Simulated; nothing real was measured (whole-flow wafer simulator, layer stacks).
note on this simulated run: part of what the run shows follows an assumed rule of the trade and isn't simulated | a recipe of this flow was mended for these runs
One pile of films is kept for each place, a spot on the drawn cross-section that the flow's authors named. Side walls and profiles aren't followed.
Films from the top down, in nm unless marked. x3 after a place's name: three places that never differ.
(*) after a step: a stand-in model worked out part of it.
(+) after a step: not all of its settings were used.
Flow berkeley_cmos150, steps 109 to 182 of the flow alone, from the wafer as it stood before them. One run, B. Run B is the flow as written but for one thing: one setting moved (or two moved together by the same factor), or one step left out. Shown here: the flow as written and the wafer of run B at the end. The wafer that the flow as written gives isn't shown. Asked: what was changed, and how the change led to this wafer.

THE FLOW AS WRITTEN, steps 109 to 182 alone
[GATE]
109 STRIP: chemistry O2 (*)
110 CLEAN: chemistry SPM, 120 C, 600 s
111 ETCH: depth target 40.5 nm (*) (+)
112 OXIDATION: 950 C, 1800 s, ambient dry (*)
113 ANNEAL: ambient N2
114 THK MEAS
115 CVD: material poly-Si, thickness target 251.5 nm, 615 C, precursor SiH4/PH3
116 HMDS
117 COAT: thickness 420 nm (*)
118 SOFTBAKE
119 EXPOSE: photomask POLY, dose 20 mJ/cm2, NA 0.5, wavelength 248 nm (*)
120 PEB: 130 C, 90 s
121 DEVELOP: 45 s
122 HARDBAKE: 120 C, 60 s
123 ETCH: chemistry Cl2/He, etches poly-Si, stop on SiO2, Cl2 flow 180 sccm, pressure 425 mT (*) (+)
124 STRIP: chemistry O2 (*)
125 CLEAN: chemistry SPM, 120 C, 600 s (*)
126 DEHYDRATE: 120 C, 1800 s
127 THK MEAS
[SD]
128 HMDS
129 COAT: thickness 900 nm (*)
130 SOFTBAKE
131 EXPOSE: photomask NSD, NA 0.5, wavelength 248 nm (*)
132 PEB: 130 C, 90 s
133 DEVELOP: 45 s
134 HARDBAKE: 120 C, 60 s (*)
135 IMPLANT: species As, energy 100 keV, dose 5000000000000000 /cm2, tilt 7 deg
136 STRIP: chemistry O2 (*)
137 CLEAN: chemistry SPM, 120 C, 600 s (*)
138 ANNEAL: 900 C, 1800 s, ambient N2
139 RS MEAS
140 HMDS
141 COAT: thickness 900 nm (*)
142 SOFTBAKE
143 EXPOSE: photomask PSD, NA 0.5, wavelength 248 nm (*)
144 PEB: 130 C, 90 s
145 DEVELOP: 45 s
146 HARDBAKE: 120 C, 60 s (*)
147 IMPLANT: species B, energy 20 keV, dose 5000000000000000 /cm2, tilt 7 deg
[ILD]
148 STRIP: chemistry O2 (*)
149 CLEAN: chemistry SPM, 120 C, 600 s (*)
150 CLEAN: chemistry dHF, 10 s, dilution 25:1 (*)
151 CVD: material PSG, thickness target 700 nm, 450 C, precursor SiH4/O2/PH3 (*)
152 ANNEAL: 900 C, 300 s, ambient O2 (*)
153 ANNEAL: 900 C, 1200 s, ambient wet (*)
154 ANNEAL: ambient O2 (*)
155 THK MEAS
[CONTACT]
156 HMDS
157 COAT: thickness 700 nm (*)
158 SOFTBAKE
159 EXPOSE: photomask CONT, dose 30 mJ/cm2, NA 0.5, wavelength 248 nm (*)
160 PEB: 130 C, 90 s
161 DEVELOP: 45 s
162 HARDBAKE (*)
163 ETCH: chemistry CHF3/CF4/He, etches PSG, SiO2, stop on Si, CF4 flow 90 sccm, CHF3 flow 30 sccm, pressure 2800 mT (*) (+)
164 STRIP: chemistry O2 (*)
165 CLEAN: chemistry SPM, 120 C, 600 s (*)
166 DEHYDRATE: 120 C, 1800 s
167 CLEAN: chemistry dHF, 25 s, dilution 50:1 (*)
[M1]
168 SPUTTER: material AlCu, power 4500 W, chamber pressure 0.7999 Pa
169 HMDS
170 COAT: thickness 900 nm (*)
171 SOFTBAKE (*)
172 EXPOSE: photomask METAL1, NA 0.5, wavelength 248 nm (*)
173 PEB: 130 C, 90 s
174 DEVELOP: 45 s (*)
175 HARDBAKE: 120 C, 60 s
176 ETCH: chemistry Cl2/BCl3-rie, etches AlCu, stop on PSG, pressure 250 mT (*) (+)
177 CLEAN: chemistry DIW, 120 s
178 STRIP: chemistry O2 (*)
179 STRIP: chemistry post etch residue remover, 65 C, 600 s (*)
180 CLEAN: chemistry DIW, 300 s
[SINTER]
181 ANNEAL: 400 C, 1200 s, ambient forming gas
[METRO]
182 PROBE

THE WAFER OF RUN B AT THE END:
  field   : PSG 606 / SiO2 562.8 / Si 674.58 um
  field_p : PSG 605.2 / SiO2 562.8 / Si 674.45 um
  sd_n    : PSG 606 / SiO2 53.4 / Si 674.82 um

The cause: step 111, ETCH: depth target 16.2 nm was run, where the flow has depth target 40.5 nm.

How the change led to this, step by step:
  111 ETCH: depth target 40.5 nm (*) (+)
      gate_n, sd_p, gate_p, contact, m1: SiO2 -16.2 (as written it would be: SiO2 -20.4 (all of it))
      sd_n: SiO2 -16.2 (as written it would be: SiO2 -40.4 (all of it))
      (and at 2 more places)
  112 OXIDATION: 950 C, 1800 s, ambient dry (*)
      gate_n, sd_p, gate_p, contact, m1: SiO2 +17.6, Si -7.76 (as written it would be: SiO2 +20.4 (new film), Si -8.98)
      sd_n: SiO2 +11.8, Si -5.2 (as written it would be: SiO2 +20.4 (new film), Si -8.98)
  117 COAT: thickness 420 nm (*)
      gate_n: KrF-resist +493 (new film) (as written it would be: KrF-resist +482.6 (new film))
  122 HARDBAKE: 120 C, 60 s
      gate_n: KrF-resist -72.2 (as written it would be: KrF-resist -70.7)
  124 STRIP: chemistry O2 (*)
      gate_n: chemical SiO2 +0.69 (new film), KrF-resist -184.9 (all of it), poly-Si -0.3 (as written it would be: chemical SiO2 +0.69 (new film), KrF-resist -176.1 (all of it), poly-Si -0.3)
      gate_p: chemical SiO2 +0.69 (new film), KrF-resist -217.9 (all of it), poly-Si -0.3 (as written it would be: chemical SiO2 +0.69 (new film), KrF-resist -213.2 (all of it), poly-Si -0.3)
  163 ETCH: chemistry CHF3/CF4/He, etches PSG, SiO2, stop on Si, CF4 flow 90 sccm, CHF3 flow 30 sccm, pressure 2800 mT (*) (+)
      contact: PSG -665 (all of it), SiO2 -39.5 (all of it), Si -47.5 (as written it would be: PSG -665 (all of it), SiO2 -38.1 (all of it), Si -47.5)
  164 STRIP: chemistry O2 (*)
      gate_n: KrF-resist -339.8 (all of it) (as written it would be: KrF-resist -331.2 (all of it))
      gate_p: KrF-resist -383.9 (all of it) (as written it would be: KrF-resist -375.7 (all of it))
  176 ETCH: chemistry Cl2/BCl3-rie, etches AlCu, stop on PSG, pressure 250 mT (*) (+)
      gate_p: AlCu -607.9 (all of it), PSG -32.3 (as written it would be: AlCu -616.1 (all of it), PSG -31.2)
  178 STRIP: chemistry O2 (*)
      m1: thick-KrF-resist -383.9 (all of it) (as written it would be: thick-KrF-resist -373.8 (all of it))
